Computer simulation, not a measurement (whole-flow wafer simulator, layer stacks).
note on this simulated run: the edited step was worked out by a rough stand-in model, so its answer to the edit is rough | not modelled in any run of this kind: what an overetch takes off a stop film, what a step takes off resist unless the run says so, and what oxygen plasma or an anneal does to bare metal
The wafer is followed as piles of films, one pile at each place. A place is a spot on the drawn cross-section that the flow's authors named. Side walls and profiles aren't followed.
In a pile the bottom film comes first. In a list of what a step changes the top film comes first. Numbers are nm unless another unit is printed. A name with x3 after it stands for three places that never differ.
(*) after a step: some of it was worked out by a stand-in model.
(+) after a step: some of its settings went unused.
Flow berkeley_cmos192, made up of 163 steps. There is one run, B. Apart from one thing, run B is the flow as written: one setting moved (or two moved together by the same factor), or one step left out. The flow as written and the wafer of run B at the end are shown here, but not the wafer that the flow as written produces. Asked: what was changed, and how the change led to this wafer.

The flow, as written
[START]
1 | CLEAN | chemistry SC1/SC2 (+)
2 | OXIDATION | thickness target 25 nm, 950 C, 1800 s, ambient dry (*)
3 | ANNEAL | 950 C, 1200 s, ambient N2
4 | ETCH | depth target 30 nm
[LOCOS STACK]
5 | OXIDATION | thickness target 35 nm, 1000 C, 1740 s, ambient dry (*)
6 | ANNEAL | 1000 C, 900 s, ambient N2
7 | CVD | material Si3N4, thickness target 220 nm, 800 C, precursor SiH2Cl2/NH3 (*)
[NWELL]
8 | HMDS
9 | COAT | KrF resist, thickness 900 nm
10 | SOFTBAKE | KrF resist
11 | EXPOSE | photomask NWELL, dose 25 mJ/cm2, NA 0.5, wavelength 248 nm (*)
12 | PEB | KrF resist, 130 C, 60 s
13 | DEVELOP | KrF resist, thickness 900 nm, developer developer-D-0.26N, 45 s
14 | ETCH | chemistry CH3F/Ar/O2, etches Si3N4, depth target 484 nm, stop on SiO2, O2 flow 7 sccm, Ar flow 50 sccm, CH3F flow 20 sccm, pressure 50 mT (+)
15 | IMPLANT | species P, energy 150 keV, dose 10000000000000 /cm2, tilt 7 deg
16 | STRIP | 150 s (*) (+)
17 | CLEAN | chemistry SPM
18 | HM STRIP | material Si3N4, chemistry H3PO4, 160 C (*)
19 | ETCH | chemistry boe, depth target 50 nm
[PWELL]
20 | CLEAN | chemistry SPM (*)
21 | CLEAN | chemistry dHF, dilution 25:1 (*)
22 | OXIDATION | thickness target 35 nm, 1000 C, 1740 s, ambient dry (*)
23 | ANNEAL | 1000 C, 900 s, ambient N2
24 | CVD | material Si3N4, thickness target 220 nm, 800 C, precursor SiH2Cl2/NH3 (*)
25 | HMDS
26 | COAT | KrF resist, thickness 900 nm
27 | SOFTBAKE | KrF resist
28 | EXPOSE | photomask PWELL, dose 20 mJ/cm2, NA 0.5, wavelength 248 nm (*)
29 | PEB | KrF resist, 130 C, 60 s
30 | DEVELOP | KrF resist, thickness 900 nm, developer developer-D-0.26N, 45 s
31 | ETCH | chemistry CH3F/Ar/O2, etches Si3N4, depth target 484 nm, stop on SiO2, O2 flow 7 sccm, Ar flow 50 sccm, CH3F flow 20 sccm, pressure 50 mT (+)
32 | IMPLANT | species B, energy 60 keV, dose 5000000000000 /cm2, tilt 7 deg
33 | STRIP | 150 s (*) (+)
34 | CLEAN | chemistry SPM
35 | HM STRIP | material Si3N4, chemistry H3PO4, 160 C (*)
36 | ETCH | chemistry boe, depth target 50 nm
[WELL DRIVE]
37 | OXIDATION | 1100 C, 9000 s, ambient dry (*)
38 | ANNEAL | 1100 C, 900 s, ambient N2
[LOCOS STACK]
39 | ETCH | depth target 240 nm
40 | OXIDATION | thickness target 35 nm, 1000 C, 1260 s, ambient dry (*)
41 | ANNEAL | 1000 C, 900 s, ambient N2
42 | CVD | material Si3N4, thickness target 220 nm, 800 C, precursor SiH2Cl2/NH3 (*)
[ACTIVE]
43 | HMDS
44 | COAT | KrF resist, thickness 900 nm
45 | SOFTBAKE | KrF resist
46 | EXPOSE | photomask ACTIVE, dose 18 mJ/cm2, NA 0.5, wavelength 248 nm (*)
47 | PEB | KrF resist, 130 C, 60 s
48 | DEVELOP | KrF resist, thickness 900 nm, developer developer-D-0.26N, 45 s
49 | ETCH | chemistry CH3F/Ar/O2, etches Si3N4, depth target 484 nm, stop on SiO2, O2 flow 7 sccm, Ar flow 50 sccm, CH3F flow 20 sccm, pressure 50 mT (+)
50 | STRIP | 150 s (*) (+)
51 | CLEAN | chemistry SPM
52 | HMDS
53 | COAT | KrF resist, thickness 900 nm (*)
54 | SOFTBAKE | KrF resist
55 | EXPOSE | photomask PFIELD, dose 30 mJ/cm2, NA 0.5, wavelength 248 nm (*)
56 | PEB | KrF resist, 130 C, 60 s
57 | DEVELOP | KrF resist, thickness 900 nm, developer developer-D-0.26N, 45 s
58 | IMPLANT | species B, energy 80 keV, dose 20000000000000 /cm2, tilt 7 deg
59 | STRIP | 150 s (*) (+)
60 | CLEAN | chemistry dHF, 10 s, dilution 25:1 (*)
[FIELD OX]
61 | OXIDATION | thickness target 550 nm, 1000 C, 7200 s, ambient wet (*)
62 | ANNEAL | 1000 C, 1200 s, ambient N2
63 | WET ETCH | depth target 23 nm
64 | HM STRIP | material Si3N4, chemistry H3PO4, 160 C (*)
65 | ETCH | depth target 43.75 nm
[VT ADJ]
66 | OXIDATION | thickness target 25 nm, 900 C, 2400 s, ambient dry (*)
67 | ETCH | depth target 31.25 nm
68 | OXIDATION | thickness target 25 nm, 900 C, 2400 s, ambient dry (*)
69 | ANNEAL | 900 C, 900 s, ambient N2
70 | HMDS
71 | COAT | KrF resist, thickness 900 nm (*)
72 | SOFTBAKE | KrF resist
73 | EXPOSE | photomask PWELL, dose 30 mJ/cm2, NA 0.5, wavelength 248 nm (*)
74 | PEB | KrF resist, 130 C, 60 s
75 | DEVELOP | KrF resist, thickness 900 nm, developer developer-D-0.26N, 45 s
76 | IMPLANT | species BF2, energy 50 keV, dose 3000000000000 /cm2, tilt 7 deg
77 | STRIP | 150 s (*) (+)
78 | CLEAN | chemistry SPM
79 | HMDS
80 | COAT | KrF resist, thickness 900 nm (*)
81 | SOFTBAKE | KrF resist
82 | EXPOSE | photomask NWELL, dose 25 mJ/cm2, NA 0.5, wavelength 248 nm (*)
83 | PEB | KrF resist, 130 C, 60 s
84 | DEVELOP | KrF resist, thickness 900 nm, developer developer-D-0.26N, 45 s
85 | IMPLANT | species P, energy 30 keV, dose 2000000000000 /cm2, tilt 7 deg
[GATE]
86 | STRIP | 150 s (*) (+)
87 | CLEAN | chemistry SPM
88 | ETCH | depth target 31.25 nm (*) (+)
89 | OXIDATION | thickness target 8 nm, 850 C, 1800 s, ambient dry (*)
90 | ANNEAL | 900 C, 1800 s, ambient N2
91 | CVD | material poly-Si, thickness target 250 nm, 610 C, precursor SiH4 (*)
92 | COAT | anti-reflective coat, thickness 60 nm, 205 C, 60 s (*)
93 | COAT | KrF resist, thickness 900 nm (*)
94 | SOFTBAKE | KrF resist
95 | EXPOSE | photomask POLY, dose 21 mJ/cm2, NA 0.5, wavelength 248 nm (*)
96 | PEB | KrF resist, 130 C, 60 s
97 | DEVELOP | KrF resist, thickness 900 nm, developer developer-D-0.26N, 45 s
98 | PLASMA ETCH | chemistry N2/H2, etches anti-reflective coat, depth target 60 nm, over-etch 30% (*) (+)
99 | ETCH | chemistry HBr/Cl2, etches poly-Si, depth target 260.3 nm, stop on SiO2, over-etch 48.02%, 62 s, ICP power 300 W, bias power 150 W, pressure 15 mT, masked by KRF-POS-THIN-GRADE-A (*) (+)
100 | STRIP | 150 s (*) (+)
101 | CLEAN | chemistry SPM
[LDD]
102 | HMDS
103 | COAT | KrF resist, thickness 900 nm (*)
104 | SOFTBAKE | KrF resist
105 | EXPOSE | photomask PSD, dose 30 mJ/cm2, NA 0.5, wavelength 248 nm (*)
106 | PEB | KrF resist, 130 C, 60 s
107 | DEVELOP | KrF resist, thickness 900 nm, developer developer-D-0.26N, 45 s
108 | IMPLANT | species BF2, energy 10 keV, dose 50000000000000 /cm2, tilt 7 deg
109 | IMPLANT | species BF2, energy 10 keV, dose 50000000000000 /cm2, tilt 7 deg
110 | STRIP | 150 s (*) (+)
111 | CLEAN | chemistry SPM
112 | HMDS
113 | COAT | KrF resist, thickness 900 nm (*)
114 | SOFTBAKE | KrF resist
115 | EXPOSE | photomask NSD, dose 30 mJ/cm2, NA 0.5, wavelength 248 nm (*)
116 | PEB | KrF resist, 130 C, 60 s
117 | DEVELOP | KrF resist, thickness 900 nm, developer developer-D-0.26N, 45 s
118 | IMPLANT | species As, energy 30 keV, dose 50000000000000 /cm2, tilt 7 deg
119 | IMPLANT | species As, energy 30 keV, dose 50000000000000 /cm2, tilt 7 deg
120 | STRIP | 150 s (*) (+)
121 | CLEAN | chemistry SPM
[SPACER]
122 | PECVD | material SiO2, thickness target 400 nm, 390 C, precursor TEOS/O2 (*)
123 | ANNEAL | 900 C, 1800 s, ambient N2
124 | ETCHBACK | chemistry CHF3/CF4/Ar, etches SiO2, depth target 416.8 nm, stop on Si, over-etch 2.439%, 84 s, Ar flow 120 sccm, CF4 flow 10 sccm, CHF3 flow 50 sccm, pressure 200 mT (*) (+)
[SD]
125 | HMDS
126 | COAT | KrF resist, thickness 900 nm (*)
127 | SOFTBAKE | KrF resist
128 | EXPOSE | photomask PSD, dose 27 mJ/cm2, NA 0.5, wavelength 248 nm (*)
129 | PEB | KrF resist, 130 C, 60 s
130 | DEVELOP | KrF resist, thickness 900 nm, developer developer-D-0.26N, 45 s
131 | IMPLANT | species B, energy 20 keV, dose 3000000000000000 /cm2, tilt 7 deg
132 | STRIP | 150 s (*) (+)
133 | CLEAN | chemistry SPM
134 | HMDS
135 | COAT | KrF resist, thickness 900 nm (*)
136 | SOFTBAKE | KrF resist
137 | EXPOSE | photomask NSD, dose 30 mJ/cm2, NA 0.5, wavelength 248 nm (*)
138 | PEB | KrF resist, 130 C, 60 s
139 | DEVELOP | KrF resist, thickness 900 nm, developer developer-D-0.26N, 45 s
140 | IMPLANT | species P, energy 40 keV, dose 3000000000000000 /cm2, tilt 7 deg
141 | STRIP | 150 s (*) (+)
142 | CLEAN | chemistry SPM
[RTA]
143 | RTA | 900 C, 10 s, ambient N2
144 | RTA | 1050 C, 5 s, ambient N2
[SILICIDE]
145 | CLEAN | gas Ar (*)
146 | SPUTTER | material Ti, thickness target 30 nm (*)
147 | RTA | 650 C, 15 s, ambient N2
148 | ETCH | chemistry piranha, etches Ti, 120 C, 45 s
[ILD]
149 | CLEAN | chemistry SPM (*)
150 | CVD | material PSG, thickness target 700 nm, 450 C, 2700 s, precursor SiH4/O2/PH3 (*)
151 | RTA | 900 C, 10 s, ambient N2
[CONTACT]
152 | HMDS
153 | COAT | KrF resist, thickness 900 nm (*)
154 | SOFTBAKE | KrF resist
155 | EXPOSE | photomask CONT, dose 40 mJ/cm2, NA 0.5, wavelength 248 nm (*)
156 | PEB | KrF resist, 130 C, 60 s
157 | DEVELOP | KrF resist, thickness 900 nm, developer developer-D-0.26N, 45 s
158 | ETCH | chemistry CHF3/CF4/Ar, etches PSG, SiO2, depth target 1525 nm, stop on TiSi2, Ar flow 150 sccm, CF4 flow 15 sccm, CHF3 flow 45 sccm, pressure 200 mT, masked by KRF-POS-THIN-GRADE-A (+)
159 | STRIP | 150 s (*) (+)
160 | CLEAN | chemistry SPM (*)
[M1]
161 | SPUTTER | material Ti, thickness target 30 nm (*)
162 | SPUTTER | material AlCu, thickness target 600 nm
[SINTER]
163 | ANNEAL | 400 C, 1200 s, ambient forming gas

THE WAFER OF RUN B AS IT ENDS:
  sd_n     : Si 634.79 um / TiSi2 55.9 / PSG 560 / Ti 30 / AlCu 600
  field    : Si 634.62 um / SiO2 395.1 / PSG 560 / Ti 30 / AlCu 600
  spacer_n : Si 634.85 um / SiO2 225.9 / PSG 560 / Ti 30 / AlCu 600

What caused this: step 150, CVD: thickness target 560 nm was run, whereas the flow has thickness target 700 nm.
The wafer itself shows it: sd_n has PSG 560, and step 150 as written asks for 700 nm.

How this came from the change, step by step:
  150 | CVD | material PSG, thickness target 700 nm, 450 C, 2700 s, precursor SiH4/O2/PH3 (*)
      field, sd_n, spacer_n, gate, spacer_p, gate_p, contact, m1: +560 PSG (new film) (it would be, as written: +700 PSG (new film))
      sd_p: +534.2 PSG (new film) (it would be, as written: +665.5 PSG (new film))
  158 | ETCH | chemistry CHF3/CF4/Ar, etches PSG, SiO2, depth target 1525 nm, stop on TiSi2, Ar flow 150 sccm, CF4 flow 15 sccm, CHF3 flow 45 sccm, pressure 200 mT, masked by KRF-POS-THIN-GRADE-A (+)
      field, sd_n, spacer_n, gate, sd_p, spacer_p, gate_p, m1: -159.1 KrF resist (it would be, as written: -194.1 KrF resist)
      contact: -560 PSG (all of it), -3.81 TiSi2 (it would be, as written: -700 PSG (all of it), -3.81 TiSi2)
  159 | STRIP | 150 s (*) (+)
      field: -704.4 KrF resist (all of it) (it would be, as written: -671.6 KrF resist (all of it))
      sd_n: -826.4 KrF resist (all of it) (it would be, as written: -792.3 KrF resist (all of it))
      (and at 6 other places as well)
  161 | SPUTTER | material Ti, thickness target 30 nm (*)
      contact: +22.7 Ti (new film) (it would be, as written: +21.1 Ti (new film))
  162 | SPUTTER | material AlCu, thickness target 600 nm
      contact: +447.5 AlCu (new film) (it would be, as written: +410.9 AlCu (new film))
